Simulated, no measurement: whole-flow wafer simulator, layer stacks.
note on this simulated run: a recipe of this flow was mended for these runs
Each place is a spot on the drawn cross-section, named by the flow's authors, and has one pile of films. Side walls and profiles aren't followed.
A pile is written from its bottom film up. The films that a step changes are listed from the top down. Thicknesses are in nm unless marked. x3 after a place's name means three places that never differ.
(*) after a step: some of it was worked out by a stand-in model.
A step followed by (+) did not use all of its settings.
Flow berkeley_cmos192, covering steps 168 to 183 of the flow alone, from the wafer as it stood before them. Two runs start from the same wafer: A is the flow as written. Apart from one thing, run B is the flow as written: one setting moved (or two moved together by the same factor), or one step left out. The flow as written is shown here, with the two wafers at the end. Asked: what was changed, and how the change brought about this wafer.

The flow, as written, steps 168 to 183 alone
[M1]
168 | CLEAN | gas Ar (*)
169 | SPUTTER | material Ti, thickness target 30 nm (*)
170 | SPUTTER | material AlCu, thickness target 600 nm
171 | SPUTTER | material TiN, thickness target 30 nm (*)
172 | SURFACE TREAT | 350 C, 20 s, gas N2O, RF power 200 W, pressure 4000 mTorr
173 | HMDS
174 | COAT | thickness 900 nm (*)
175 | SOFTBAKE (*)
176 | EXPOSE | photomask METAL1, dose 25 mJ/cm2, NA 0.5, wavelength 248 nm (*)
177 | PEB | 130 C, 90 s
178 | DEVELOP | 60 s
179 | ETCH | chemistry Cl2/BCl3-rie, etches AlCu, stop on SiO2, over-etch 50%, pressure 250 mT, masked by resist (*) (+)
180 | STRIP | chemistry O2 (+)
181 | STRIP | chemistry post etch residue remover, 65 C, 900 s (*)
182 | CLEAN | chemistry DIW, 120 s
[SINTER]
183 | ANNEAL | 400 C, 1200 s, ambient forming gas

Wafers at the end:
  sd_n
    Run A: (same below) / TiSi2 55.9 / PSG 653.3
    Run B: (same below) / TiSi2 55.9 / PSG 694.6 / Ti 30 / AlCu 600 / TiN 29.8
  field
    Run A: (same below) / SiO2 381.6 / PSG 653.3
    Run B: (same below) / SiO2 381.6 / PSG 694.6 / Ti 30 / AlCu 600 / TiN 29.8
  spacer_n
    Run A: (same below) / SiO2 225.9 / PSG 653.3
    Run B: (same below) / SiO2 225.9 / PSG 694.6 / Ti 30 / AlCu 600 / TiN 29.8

What caused this: step 179, ETCH: chemistry Cl2/BCl3-rie, etches AlCu, stop on SiO2, over-etch 50%, pressure 250 mT, masked by resist (*) (+), was not run.

How this came from the change, step by step:
  180 | STRIP | chemistry O2 (+)
      contact: A KrF-resist loses 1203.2 (all of it) | B KrF-resist loses 1698.2 (all of it)
      m1: A KrF-resist loses 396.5 (all of it) | B KrF-resist loses 891.5 (all of it)
Taking metal films that touch as one body, sd_n has 1 body; the flow as written gives 0 bodies.
Taking metal films that touch as one body, field has 1 body; the flow as written gives 0 bodies.
Taking metal films that touch as one body, spacer_n has 1 body; the flow as written gives 0 bodies.
